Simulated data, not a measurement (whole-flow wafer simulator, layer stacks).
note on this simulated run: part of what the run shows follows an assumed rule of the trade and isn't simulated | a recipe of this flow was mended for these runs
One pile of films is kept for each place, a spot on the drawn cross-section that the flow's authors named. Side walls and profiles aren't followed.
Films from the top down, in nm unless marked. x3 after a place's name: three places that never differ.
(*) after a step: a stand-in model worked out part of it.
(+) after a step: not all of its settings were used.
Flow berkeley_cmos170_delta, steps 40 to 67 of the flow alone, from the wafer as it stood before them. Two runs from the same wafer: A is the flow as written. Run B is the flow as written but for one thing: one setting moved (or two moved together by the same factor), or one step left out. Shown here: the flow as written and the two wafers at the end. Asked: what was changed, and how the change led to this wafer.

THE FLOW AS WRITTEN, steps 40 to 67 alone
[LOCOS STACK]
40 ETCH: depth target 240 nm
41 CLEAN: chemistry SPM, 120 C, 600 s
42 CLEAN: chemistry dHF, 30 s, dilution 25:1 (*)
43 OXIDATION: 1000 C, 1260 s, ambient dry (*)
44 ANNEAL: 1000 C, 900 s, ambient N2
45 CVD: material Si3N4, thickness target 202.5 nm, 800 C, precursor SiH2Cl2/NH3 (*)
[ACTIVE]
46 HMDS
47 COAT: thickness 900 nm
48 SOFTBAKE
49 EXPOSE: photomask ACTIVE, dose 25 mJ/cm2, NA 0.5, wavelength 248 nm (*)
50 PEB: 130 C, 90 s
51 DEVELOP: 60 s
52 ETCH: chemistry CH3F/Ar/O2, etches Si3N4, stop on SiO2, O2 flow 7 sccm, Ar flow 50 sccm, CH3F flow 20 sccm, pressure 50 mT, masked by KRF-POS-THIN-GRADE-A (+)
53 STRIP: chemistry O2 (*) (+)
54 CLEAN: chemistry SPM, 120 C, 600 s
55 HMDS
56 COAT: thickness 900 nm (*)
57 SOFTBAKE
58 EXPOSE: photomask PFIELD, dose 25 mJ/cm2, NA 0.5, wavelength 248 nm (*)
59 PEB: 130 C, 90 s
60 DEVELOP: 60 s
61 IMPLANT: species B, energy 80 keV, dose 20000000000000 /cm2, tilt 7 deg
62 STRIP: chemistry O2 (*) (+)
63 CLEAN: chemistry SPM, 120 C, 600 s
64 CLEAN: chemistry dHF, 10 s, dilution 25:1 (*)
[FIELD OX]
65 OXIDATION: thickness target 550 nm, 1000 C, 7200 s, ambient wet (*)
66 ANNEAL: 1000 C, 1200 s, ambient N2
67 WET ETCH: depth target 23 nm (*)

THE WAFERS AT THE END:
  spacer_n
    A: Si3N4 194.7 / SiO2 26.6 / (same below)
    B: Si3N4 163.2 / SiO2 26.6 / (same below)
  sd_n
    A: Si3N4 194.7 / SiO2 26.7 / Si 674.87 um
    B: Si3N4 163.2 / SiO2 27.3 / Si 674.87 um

The cause: step 45, CVD: 788 C was run, where the flow has 800 C.

How the change led to this, step by step:
  45 CVD: material Si3N4, thickness target 202.5 nm, 800 C, precursor SiH2Cl2/NH3 (*)
      field, sd_n, spacer_n and 6 more: A Si3N4 +202.5 (new film) | B Si3N4 +171 (new film)
  52 ETCH: chemistry CH3F/Ar/O2, etches Si3N4, stop on SiO2, O2 flow 7 sccm, Ar flow 50 sccm, CH3F flow 20 sccm, pressure 50 mT, masked by KRF-POS-THIN-GRADE-A (+)
      sd_n, spacer_n, gate, sd_p, spacer_p, gate_p, contact, m1: A KrF-resist -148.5 | B KrF-resist -127.5
      field: A Si3N4 -202.5 (all of it), SiO2 -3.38 | B Si3N4 -171 (all of it), SiO2 -3.38
  53 STRIP: chemistry O2 (*) (+)
      sd_n, spacer_n, gate, sd_p, spacer_p, gate_p, contact, m1: A KrF-resist -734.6 (all of it) | B KrF-resist -755.5 (all of it)
  62 STRIP: chemistry O2 (*) (+)
      sd_n: A KrF-resist -777.7 (all of it) | B KrF-resist -793.6 (all of it)
  65 OXIDATION: thickness target 550 nm, 1000 C, 7200 s, ambient wet (*)
      sd_n, sd_p: A SiO2 +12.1 (new film), Si3N4 -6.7, SiO2 +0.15, Si -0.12 | B SiO2 +12.1 (new film), Si3N4 -6.7, SiO2 +0.74, Si -0.35
